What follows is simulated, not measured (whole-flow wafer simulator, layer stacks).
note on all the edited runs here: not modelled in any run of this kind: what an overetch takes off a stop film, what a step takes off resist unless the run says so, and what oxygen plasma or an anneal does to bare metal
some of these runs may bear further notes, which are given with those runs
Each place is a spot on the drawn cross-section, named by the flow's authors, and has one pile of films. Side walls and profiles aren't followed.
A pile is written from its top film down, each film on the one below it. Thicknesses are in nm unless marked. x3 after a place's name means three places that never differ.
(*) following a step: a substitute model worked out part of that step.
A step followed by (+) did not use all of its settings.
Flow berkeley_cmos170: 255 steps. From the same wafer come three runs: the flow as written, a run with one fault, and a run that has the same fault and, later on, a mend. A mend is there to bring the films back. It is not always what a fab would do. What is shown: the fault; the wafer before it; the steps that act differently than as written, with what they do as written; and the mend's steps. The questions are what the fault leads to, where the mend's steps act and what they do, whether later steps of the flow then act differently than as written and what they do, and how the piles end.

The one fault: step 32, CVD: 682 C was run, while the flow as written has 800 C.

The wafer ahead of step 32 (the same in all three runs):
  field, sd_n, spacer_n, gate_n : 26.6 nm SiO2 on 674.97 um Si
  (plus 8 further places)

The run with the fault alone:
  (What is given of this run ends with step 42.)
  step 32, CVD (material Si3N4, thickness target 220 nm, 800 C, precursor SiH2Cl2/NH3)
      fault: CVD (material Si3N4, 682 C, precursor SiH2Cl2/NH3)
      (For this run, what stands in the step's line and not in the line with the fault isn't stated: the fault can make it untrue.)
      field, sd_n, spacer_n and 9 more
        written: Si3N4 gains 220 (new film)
        fault: Si3N4 gains 29.9 (new film)
  Steps later in the flow that act otherwise than as written:
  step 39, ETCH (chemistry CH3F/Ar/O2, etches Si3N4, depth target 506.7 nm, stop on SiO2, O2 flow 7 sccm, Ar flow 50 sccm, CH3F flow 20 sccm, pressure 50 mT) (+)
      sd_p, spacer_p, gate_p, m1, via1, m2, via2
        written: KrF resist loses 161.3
        fault: KrF resist loses 34.6
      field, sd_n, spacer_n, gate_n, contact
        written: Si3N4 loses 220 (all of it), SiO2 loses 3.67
        fault: Si3N4 loses 29.9 (all of it), SiO2 loses 3.67
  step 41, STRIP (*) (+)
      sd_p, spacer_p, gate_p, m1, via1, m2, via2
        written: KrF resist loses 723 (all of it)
        fault: KrF resist loses 849.7 (all of it)
  After step 42, at sd_p, spacer_p, gate_p, m1, via1, m2, via2, the piles differ from the flow's by more than 2% or 0.5 nm, whichever is larger.
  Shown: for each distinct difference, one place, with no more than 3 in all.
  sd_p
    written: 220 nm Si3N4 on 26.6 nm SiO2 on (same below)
    fault: 29.9 nm Si3N4 on 26.6 nm SiO2 on (same below)

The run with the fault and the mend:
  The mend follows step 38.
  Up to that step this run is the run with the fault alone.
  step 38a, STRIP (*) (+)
      sd_p, spacer_p, gate_p, m1, via1, m2, via2
        KrF resist loses 884.4 (all of it)
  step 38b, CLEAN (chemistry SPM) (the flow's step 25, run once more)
      does not change any film at any place that is followed
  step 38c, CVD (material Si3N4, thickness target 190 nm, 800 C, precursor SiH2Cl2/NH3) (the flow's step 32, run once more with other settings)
      field, sd_n, spacer_n and 9 more
        Si3N4 gains 190
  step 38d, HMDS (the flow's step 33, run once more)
      does not change any film at any place that is followed
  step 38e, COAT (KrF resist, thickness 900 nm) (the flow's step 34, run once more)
      field, sd_n, spacer_n and 9 more
        KrF resist gains 900 (new film)
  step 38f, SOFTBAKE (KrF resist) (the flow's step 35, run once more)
      does not change any film at any place that is followed
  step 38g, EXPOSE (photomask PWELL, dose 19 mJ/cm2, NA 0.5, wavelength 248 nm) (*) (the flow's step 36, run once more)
      does not change any film at any place that is followed
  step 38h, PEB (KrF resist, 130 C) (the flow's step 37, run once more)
      field, sd_n, spacer_n and 9 more
        KrF resist loses 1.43
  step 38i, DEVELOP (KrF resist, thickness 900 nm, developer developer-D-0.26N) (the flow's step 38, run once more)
      sd_p, spacer_p, gate_p, m1, via1, m2, via2
        KrF resist loses 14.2
      field, sd_n, spacer_n, gate_n, contact
        KrF resist loses 898.6 (all of it)
  Every later step of the flow that is run acts as written, at every place that is followed, to within 2% or 0.5 nm, whichever is larger.
  By the end, the piles equal the flow's at every place that both follow.
